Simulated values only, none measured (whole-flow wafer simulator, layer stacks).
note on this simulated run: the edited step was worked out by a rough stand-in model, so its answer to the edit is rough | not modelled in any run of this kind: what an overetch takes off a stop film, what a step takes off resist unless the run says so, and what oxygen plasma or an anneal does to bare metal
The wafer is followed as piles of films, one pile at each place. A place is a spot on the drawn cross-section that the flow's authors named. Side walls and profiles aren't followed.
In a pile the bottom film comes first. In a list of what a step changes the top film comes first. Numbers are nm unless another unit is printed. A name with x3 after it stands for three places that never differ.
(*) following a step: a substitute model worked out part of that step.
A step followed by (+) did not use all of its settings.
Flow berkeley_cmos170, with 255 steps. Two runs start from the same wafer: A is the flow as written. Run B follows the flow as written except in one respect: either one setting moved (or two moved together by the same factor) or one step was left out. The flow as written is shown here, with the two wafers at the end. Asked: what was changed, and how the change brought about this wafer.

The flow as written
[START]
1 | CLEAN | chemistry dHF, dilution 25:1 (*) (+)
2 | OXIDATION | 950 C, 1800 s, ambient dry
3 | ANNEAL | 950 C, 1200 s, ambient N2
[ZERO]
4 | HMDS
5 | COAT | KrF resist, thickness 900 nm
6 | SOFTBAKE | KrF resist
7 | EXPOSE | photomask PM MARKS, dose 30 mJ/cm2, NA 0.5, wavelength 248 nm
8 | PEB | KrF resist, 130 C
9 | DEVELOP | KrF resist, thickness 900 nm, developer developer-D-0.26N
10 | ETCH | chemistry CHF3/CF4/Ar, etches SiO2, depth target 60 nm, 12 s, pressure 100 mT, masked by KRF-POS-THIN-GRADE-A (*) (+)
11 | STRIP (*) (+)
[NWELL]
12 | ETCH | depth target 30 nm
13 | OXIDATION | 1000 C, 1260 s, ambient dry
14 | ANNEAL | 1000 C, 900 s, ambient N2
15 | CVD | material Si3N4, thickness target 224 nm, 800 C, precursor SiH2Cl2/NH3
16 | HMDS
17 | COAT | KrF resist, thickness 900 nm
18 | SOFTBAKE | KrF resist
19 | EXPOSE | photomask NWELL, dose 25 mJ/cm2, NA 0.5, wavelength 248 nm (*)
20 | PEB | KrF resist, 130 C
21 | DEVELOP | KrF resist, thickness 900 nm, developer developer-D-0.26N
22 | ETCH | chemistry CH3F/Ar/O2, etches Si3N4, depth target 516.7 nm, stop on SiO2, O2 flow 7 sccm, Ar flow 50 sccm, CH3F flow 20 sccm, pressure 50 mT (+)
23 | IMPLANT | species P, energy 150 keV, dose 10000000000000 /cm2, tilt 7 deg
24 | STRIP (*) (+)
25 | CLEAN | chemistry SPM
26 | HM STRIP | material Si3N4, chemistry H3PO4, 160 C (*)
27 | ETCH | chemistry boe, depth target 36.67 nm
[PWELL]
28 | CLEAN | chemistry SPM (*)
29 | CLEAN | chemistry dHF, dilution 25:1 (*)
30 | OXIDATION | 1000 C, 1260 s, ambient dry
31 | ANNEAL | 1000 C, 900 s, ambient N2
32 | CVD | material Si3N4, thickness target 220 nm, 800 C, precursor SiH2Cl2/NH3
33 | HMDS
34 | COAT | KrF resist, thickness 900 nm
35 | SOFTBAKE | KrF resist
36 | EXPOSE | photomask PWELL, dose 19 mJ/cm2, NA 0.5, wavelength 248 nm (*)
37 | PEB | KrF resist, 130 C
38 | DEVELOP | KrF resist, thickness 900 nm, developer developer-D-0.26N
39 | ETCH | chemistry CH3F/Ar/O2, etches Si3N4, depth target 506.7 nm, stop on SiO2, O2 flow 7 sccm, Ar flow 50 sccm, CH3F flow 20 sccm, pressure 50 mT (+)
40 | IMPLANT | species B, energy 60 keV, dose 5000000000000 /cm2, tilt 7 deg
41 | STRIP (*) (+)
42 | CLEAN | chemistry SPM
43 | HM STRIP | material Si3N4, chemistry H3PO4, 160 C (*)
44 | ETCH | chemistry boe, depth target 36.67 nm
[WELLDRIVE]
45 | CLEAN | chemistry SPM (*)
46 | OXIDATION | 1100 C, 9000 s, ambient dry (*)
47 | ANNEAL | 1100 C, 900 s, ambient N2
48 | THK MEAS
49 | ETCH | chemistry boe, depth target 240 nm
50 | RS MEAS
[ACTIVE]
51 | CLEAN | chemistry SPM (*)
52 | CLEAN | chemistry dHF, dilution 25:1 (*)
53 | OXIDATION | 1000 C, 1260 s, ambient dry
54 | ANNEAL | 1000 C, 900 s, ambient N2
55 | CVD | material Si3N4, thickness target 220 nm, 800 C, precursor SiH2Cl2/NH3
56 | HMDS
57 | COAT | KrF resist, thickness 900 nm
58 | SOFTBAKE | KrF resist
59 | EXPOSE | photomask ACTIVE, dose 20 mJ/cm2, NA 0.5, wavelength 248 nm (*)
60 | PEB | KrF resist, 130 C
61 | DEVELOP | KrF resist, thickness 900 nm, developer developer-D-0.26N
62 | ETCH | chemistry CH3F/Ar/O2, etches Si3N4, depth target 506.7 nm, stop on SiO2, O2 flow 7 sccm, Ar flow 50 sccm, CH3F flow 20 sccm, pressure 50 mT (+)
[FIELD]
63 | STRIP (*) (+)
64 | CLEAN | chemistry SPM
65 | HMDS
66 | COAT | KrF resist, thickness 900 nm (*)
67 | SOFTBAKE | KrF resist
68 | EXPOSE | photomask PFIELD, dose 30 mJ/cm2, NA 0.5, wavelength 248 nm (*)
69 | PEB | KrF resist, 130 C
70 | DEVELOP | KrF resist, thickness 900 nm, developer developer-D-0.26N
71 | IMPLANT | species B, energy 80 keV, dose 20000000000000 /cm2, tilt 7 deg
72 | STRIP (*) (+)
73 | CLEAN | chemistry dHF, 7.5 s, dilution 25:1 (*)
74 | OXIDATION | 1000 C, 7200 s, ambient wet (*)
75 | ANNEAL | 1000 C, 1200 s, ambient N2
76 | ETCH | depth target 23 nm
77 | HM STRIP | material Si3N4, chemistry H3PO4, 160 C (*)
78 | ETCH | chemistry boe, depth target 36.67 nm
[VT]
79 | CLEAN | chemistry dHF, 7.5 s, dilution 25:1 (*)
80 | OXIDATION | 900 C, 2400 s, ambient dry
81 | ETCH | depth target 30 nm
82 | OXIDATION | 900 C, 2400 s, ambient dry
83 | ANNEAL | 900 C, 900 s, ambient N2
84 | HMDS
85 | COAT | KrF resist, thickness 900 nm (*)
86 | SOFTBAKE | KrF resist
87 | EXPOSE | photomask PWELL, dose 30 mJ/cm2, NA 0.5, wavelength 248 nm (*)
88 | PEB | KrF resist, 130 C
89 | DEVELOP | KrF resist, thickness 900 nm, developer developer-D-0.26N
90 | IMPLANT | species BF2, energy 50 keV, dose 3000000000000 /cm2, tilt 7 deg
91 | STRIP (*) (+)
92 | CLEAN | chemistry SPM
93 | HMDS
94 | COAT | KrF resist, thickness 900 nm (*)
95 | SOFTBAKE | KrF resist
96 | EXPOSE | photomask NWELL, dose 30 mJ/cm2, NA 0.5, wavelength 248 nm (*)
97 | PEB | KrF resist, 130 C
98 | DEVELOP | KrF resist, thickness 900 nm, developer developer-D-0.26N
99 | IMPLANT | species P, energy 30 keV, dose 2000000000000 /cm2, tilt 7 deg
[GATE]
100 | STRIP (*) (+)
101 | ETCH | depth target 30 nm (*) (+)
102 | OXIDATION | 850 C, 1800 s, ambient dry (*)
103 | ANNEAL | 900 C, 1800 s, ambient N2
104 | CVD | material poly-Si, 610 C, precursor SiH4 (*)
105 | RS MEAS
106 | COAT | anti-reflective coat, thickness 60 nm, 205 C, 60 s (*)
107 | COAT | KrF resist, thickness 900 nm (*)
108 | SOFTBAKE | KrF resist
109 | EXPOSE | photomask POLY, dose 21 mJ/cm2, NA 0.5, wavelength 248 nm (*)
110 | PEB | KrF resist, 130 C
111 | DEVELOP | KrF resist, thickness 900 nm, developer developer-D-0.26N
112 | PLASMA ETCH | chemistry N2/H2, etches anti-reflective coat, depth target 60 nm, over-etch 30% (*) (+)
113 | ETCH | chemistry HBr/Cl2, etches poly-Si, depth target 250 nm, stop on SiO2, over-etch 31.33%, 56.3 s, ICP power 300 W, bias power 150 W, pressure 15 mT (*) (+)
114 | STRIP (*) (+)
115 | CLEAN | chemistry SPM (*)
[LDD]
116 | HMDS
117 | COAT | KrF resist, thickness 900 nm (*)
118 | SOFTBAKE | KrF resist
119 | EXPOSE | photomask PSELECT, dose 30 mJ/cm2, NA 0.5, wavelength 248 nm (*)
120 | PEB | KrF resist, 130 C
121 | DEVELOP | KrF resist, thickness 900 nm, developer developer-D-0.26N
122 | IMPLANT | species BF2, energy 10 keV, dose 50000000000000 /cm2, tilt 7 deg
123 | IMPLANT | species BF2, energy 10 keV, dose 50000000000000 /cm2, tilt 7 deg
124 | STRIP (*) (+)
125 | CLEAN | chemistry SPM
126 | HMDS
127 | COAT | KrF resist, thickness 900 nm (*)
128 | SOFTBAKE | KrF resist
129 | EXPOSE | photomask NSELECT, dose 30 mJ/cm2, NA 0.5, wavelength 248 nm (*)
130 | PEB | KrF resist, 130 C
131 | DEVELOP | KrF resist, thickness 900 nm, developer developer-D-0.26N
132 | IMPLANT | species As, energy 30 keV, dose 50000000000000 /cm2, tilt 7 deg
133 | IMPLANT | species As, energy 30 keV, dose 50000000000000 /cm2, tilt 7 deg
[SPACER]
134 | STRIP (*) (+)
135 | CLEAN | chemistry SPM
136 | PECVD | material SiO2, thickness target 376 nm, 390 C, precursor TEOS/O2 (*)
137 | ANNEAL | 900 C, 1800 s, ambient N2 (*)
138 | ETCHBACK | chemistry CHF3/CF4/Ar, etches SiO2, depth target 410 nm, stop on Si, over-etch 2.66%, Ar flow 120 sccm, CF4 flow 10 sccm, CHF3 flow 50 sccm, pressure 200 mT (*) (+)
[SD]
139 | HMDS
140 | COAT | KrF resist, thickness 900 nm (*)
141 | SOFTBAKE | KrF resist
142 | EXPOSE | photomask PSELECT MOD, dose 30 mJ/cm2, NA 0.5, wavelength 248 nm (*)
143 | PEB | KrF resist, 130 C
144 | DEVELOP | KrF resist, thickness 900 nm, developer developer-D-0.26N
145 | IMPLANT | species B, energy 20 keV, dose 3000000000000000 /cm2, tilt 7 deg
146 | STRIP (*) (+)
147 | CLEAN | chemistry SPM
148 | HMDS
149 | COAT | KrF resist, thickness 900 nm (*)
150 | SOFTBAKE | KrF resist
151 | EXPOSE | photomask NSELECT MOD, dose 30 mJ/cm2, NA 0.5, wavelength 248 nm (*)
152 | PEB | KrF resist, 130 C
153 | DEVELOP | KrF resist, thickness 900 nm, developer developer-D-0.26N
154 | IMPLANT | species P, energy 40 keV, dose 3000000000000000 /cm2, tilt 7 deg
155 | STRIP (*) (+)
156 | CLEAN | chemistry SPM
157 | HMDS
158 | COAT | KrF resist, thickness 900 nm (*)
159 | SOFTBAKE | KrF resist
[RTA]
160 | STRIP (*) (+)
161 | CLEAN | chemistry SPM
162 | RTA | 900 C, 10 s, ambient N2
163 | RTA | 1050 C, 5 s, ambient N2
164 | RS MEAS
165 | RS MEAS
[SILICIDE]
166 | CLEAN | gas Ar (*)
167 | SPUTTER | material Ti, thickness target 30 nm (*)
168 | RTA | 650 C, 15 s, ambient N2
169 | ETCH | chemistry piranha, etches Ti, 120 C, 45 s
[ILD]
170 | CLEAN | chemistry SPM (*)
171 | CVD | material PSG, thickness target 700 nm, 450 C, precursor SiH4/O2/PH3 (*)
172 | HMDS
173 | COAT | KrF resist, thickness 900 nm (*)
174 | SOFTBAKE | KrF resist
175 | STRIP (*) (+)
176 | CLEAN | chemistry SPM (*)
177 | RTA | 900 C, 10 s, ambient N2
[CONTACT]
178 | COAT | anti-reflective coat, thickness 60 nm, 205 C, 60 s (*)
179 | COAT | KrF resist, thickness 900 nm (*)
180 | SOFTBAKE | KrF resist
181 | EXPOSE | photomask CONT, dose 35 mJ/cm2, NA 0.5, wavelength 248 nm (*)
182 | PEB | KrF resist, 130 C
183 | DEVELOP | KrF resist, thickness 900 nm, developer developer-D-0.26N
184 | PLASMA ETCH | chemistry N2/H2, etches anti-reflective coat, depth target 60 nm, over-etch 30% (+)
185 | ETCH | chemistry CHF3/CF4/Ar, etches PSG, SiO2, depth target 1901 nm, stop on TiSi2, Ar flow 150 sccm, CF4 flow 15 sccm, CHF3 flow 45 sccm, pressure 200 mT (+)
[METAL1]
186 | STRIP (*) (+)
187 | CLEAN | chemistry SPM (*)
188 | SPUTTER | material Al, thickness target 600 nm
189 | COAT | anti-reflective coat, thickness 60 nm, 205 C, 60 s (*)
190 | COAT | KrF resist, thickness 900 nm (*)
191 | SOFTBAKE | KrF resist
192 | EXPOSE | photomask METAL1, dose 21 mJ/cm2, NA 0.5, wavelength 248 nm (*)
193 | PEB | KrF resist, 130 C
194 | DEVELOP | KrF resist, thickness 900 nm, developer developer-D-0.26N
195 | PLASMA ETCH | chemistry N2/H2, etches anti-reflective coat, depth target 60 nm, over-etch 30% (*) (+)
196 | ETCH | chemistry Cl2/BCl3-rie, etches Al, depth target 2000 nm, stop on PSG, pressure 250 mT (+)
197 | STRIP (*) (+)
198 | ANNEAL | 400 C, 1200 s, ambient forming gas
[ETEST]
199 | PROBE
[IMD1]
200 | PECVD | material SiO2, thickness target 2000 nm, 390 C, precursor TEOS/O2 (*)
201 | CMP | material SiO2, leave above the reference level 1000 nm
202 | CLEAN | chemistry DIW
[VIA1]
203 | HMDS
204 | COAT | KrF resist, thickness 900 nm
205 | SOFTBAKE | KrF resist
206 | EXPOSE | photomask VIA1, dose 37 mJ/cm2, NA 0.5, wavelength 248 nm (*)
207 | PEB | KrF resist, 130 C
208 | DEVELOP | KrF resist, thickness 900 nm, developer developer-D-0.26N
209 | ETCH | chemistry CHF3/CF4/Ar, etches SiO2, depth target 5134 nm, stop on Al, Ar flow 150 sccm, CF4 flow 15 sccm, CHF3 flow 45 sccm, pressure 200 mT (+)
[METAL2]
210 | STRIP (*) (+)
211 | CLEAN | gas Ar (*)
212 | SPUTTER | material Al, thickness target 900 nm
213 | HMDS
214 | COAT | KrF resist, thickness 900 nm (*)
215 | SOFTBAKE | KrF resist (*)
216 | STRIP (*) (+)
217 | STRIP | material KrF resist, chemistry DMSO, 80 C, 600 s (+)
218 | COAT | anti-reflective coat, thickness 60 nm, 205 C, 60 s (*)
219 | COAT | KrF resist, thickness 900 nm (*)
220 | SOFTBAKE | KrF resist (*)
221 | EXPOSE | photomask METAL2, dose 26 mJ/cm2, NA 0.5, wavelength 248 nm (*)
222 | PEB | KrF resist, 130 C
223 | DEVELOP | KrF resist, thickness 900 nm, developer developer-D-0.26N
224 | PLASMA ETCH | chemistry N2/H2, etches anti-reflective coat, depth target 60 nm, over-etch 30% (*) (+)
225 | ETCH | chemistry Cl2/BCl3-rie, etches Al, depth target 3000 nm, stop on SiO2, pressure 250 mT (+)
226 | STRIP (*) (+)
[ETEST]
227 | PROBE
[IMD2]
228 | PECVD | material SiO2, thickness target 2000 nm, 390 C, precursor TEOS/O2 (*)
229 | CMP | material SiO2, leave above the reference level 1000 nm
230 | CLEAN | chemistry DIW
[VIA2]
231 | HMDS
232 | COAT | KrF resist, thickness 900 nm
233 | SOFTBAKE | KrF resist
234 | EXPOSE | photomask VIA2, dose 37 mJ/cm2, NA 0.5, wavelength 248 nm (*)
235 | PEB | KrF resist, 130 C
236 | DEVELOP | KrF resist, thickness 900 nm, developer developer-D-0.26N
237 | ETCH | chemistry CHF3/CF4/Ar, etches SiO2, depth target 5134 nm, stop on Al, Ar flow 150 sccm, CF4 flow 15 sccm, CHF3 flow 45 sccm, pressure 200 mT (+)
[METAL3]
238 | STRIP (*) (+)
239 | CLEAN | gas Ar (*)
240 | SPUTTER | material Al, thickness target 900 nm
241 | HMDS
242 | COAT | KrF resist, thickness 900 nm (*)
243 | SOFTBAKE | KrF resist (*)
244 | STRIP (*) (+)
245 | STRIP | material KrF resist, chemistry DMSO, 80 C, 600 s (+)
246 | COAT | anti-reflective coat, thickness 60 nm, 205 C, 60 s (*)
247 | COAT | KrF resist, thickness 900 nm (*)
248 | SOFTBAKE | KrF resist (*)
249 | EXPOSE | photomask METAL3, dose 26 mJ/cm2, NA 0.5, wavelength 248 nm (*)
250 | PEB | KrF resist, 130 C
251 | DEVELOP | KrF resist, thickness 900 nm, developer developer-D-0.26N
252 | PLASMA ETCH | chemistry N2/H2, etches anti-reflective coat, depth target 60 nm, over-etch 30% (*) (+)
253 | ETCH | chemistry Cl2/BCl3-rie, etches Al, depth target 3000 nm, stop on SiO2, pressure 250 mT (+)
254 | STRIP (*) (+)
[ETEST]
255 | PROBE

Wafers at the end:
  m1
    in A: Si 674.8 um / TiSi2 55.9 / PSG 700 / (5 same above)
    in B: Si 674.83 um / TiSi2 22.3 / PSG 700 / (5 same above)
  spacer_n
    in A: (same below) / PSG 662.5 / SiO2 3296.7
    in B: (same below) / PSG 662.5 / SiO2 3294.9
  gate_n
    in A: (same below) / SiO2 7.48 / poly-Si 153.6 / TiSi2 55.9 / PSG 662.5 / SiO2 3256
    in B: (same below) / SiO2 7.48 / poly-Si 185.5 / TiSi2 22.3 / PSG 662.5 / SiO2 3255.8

The reason: step 167, SPUTTER: thickness target 12 nm was run, while the flow as written has thickness target 30 nm.

The path from the change to this, step by step:
  167 | SPUTTER | material Ti, thickness target 30 nm (*)
      field, sd_n, spacer_n and 9 more: A Ti gains 30 (new film) | B Ti gains 12 (new film)
  168 | RTA | 650 C, 15 s, ambient N2
      sd_n, sd_p, contact, m1, via1, m2, via2: A Ti loses 23.4, TiSi first gains 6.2 (new film), TiSi2 C49 gains 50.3 (new film), Si loses 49 | B Ti loses 9.36, TiSi2 C49 gains 23.8 (new film), Si loses 21.2
      gate_n, gate_p: A Ti loses 23.4, TiSi first gains 6.2 (new film), TiSi2 C49 gains 50.3 (new film), poly-Si loses 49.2 | B Ti loses 9.36, TiSi2 C49 gains 23.8 (new film), poly-Si loses 21.3
  169 | ETCH | chemistry piranha, etches Ti, 120 C, 45 s
      sd_n, gate_n, sd_p and 6 more: A Ti loses 6.6 (all of it), TiSi first loses 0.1 | B Ti loses 2.64 (all of it), TiSi2 C49 loses 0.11
      field, spacer_n, spacer_p: A Ti loses 30 (all of it) | B Ti loses 12 (all of it)
  177 | RTA | 900 C, 10 s, ambient N2
      sd_n, sd_p, contact, m1, via1, m2, via2: A under 1 film: TiSi2 gains 55.9 (new film), TiSi first loses 6.09 (all of it), TiSi2 C49 loses 50.3 (all of it), Si loses 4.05 | B under 1 film: TiSi2 gains 22.3 (new film), TiSi2 C49 loses 23.7 (all of it)
      gate_n, gate_p: A under 1 film: TiSi2 gains 55.9 (new film), TiSi first loses 6.09 (all of it), TiSi2 C49 loses 50.3 (all of it), poly-Si loses 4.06 | B under 1 film: TiSi2 gains 22.3 (new film), TiSi2 C49 loses 23.7 (all of it)
